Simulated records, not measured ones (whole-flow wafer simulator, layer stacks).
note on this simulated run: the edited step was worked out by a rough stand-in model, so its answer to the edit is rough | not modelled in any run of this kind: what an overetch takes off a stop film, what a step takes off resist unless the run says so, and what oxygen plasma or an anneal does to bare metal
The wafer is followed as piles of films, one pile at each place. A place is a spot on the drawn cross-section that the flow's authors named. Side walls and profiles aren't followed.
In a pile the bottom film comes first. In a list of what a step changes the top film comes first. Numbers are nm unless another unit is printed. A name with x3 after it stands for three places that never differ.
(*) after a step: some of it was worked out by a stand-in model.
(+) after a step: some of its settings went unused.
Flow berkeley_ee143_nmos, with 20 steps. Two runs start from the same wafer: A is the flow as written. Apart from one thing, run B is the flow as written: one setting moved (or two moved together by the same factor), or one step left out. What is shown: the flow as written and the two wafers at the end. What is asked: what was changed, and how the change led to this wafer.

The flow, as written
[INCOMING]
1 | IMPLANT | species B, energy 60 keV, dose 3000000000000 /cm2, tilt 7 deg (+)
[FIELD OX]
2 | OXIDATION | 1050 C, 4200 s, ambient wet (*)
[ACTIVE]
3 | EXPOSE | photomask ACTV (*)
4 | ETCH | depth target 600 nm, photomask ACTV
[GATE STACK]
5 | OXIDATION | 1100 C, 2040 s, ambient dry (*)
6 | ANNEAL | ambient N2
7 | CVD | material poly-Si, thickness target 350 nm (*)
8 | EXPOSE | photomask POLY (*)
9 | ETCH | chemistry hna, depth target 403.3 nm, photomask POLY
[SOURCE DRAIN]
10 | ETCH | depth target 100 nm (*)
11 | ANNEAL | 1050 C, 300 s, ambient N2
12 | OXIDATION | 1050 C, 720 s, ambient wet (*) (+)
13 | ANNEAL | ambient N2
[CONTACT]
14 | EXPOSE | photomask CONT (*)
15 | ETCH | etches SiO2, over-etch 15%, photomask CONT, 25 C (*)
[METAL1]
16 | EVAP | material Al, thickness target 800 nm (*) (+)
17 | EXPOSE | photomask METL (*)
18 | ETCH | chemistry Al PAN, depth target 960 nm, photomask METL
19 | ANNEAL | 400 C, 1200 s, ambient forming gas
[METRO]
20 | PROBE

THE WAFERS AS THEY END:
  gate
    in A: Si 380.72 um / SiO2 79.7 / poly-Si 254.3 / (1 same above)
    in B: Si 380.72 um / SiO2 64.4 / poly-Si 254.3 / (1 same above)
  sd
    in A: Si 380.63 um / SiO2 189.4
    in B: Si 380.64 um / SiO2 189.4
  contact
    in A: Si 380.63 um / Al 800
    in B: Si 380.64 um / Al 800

What caused this: step 5, OXIDATION: 1428 s was run, whereas the flow has 2040 s.

How this came from the change, step by step:
  5 | OXIDATION | 1100 C, 2040 s, ambient dry (*)
      gate, sd, contact: A +79.7 SiO2 (new film), -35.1 Si | B +64.4 SiO2 (new film), -28.4 Si
      field: A +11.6 SiO2, -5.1 Si | B +8.15 SiO2, -3.59 Si
  10 | ETCH | depth target 100 nm (*)
      sd, contact: A -79.7 SiO2 (all of it) | B -64.4 SiO2 (all of it)
